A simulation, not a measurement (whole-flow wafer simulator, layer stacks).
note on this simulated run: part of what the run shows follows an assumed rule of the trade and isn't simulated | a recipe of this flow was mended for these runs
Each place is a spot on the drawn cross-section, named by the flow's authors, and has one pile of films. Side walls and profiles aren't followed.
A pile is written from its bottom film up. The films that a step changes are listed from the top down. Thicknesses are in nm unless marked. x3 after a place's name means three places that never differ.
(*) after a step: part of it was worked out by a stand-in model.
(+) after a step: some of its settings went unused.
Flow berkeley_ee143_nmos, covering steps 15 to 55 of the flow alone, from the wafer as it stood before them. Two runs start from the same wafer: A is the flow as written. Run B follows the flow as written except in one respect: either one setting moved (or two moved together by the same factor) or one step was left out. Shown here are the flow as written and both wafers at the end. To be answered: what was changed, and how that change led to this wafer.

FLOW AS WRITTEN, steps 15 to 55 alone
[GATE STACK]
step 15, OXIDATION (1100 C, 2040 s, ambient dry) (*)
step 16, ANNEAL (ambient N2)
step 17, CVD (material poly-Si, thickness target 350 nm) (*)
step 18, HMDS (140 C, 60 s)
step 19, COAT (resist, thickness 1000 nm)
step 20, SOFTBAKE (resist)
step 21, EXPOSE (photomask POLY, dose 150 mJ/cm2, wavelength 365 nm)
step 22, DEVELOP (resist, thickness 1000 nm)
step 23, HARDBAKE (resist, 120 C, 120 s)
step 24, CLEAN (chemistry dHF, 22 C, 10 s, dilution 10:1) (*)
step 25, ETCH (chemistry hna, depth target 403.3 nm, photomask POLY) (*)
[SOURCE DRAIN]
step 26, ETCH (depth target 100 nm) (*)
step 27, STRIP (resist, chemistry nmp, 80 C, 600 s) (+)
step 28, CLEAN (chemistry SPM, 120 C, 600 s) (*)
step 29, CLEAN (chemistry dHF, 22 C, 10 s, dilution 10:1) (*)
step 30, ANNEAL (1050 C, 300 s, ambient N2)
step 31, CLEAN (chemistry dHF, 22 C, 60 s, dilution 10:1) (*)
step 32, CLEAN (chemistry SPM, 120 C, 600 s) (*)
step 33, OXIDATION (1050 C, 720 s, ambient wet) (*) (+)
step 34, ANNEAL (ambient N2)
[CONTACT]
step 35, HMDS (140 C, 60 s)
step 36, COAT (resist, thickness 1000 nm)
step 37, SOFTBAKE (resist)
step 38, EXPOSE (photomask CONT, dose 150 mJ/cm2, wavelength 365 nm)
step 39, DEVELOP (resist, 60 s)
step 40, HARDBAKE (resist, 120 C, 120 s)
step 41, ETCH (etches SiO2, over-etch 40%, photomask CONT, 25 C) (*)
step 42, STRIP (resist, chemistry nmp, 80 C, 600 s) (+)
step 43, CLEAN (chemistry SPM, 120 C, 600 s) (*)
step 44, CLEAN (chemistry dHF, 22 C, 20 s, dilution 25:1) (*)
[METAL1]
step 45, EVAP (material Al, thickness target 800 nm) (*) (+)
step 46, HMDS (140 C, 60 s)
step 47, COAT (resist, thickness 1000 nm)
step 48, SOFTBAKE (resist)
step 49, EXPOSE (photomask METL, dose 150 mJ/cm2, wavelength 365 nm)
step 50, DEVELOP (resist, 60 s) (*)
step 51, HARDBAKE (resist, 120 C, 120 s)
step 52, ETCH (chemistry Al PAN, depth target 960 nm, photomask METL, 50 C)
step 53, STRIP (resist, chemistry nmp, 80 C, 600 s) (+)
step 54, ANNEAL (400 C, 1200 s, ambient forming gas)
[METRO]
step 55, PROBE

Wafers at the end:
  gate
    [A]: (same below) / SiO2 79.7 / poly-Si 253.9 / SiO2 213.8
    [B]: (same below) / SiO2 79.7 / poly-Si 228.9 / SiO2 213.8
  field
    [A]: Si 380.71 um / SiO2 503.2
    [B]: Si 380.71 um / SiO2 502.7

Cause: step 17, CVD: thickness target 325 nm was run, whereas the flow has thickness target 350 nm.

The path from the change to this, step by step:
  step 17, CVD (material poly-Si, thickness target 350 nm) (*)
      gate, sd, contact, field: A poly-Si gains 350 (new film) | B poly-Si gains 325 (new film)
  step 25, ETCH (chemistry hna, depth target 403.3 nm, photomask POLY) (*)
      sd, contact, field: A poly-Si loses 350 (all of it), SiO2 loses 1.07 | B poly-Si loses 325 (all of it), SiO2 loses 1.57
